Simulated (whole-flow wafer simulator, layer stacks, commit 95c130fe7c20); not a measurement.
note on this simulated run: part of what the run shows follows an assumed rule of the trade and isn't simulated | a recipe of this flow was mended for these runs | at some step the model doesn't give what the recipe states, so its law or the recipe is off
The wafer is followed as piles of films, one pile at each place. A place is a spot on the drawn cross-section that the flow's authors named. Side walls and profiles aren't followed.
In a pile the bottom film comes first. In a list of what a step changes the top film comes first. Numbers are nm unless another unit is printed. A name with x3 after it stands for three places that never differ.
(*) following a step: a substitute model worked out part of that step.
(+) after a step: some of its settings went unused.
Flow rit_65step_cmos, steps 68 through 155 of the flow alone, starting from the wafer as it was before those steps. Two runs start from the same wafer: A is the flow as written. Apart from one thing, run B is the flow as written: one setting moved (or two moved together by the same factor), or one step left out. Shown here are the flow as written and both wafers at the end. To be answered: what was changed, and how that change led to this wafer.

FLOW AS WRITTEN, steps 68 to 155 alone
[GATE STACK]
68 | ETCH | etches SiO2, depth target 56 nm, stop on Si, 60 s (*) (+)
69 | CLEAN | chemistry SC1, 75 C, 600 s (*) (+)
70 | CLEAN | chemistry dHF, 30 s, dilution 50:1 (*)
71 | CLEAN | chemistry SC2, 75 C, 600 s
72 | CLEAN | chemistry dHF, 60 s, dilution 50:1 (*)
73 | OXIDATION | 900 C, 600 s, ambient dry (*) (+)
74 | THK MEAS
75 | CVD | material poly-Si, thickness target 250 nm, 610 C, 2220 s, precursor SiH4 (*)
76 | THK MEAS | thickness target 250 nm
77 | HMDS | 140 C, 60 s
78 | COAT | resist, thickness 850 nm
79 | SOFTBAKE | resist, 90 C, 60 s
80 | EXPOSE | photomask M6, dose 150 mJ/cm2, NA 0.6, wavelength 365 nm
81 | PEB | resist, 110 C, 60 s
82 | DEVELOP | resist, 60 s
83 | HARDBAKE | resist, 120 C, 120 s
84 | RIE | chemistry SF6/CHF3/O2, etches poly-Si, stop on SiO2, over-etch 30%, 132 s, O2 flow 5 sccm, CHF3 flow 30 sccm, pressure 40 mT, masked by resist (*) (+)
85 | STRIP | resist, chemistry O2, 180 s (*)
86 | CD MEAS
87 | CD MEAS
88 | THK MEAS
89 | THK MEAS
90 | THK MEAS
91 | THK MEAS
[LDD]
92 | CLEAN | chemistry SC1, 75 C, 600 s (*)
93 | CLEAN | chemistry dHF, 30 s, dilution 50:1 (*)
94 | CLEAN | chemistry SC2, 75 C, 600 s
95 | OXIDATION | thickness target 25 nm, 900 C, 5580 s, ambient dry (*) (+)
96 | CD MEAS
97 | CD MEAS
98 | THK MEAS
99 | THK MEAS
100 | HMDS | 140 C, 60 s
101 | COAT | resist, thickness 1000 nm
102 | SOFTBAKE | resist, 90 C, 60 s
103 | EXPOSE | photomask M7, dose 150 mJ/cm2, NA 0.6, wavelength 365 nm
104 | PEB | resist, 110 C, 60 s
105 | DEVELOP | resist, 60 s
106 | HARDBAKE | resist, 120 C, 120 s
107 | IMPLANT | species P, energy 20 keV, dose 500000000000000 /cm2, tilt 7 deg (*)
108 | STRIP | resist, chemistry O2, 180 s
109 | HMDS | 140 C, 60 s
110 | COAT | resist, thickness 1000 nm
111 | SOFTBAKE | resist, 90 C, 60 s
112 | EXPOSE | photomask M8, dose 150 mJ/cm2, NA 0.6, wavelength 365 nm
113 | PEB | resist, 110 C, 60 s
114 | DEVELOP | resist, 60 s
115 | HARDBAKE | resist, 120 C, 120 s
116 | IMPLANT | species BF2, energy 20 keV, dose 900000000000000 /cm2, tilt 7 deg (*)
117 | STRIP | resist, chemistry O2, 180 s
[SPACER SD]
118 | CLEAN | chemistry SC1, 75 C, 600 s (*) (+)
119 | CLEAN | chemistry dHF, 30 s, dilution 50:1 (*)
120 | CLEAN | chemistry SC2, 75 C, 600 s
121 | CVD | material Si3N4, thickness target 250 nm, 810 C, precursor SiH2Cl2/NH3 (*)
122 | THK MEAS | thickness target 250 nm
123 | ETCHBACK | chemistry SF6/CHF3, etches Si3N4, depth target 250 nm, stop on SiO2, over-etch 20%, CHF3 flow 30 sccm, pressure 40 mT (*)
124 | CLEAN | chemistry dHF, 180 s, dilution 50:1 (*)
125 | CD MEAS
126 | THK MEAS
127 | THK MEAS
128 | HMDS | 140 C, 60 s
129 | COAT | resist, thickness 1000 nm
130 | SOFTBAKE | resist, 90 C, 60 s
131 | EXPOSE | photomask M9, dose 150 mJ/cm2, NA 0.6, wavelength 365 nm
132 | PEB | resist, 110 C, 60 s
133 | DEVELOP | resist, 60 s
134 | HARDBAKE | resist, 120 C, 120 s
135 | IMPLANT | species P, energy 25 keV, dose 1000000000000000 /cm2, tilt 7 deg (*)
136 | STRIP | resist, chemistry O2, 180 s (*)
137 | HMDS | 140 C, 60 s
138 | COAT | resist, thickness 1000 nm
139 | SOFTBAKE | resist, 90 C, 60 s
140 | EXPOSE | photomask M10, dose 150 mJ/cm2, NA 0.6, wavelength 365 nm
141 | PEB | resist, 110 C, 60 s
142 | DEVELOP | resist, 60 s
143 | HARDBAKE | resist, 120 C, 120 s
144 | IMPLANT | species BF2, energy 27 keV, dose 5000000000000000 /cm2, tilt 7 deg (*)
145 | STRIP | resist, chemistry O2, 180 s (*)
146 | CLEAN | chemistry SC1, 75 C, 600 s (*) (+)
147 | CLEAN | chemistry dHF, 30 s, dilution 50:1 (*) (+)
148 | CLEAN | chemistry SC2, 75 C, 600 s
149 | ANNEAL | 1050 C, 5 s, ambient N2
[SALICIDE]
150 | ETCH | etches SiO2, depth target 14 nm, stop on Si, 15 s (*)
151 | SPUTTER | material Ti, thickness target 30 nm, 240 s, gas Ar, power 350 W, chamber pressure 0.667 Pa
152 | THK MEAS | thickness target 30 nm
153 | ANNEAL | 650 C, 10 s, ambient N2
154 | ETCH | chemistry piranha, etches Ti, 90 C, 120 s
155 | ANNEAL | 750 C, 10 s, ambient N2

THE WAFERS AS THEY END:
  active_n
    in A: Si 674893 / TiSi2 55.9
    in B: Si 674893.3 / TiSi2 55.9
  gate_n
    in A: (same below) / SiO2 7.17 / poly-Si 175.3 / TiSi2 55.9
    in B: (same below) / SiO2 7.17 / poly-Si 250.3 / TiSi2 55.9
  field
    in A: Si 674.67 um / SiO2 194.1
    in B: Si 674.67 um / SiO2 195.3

The reason: step 75, CVD: thickness target 325 nm was run, while the flow as written has thickness target 250 nm; step 75, CVD: 2886 s was run, where the flow has 2220 s.

Step by step, how the change led to this:
  75 | CVD | material poly-Si, thickness target 250 nm, 610 C, 2220 s, precursor SiH4 (*)
      field, field_pw, field_nw and 11 more: A +250 poly-Si (new film) | B +325 poly-Si (new film)
  84 | RIE | chemistry SF6/CHF3/O2, etches poly-Si, stop on SiO2, over-etch 30%, 132 s, O2 flow 5 sccm, CHF3 flow 30 sccm, pressure 40 mT, masked by resist (*) (+)
      field, field_pw, field_nw and 9 more: A -250 poly-Si (all of it), -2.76 SiO2 | B -325 poly-Si (all of it), -1.62 SiO2
  93 | CLEAN | chemistry dHF, 30 s, dilution 50:1 (*)
      active_n, active_p, spacer, spacer_p, sd_n, sd_p, contact, m1: A -2.36 SiO2 (all of it) | B -2.78 SiO2
  95 | OXIDATION | thickness target 25 nm, 900 C, 5580 s, ambient dry (*) (+)
      active_n, active_p, spacer, spacer_p, sd_n, sd_p, contact, m1: A +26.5 SiO2 (new film), -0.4 chemical SiO2 (all of it), -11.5 Si | B +25.7 SiO2, -11.3 Si
  101 | COAT | resist, thickness 1000 nm
      gate_n, gate_p: A +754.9 resist (new film) | B +686.2 resist (new film)
  104 | PEB | resist, 110 C, 60 s
      gate_n, gate_p: A -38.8 resist | B -35.1 resist
  105 | DEVELOP | resist, 60 s
      gate_n: A -716.2 resist (all of it) | B -651 resist (all of it)
  106 | HARDBAKE | resist, 120 C, 120 s
      gate_p: A -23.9 resist | B -21.5 resist
  108 | STRIP | resist, chemistry O2, 180 s
      gate_p: A -692.2 resist (all of it) | B -629.5 resist (all of it)
  110 | COAT | resist, thickness 1000 nm
      gate_n, gate_p: A +754.9 resist (new film) | B +686.2 resist (new film)
  113 | PEB | resist, 110 C, 60 s
      gate_n, gate_p: A -38.8 resist | B -35.1 resist
  114 | DEVELOP | resist, 60 s
      gate_p: A -716.1 resist (all of it) | B -651 resist (all of it)
  115 | HARDBAKE | resist, 120 C, 120 s
      gate_n: A -23.9 resist | B -21.5 resist
  117 | STRIP | resist, chemistry O2, 180 s
      gate_n: A -692.2 resist (all of it) | B -629.5 resist (all of it)
  129 | COAT | resist, thickness 1000 nm
      gate_n: A +779.6 resist (new film) | B +718.8 resist (new film)
      gate_p: A +779.5 resist (new film) | B +718.7 resist (new film)
      (also at 2 further places)
  132 | PEB | resist, 110 C, 60 s
      gate_n, gate_p: A -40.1 resist | B -36.9 resist
      spacer, spacer_p: A -41.9 resist | B -38.6 resist
  ... 7 other steps ...
  145 | STRIP | resist, chemistry O2, 180 s (*)
      gate_n: A -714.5 resist (all of it), +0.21 chemical SiO2, -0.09 poly-Si | B -659.1 resist (all of it), +0.21 chemical SiO2, -0.09 poly-Si
      spacer: A -746 resist (all of it) | B -690 resist (all of it)
